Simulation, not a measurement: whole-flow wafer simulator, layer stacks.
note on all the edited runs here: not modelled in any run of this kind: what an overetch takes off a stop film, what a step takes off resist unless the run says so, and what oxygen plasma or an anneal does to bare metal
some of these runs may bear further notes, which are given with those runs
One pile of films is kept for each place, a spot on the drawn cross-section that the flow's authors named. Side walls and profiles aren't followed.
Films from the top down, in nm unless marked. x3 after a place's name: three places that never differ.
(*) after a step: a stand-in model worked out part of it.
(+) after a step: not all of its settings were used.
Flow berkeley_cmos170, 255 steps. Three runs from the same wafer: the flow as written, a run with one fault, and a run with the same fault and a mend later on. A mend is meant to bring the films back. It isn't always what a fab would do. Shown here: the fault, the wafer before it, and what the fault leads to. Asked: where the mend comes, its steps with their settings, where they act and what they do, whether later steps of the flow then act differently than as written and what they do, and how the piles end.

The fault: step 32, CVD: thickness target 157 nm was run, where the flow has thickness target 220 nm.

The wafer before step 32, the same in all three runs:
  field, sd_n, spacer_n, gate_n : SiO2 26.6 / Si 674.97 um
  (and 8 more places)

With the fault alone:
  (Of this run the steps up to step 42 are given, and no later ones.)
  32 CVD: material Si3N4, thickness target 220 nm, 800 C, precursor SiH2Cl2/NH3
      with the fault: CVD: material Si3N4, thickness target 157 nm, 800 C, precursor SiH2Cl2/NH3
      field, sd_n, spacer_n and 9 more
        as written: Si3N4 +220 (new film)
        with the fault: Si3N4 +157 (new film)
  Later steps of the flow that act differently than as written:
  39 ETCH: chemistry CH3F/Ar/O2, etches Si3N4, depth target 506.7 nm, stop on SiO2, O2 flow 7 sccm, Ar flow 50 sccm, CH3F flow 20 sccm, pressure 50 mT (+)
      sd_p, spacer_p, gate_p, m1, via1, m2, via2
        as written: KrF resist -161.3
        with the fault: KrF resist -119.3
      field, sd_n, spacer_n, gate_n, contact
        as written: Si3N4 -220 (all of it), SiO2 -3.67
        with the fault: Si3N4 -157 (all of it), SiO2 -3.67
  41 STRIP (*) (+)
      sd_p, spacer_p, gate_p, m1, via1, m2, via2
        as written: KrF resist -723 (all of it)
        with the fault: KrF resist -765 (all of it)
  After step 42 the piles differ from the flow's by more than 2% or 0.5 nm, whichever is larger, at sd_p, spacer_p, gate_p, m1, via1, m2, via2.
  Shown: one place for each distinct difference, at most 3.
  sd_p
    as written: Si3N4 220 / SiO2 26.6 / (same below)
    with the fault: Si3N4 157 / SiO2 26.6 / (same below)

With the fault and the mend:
  The mend comes after step 32.
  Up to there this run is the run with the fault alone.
  32a ETCH: chemistry h3po4, depth target 180.5 nm
      field, sd_n, spacer_n and 9 more
        Si3N4 -157 (all of it)
  32b CLEAN: chemistry SPM (the flow's step 25 once more)
      changes no film at any place that is followed
  32c CVD: material Si3N4, thickness target 220 nm, 800 C, precursor SiH2Cl2/NH3 (the flow's step 32 once more)
      field, sd_n, spacer_n and 9 more
        Si3N4 +220 (new film)
  No later step of the flow acts differently than as written at any place that is followed.
  At the end the piles are the same as the flow's at every place that both follow.
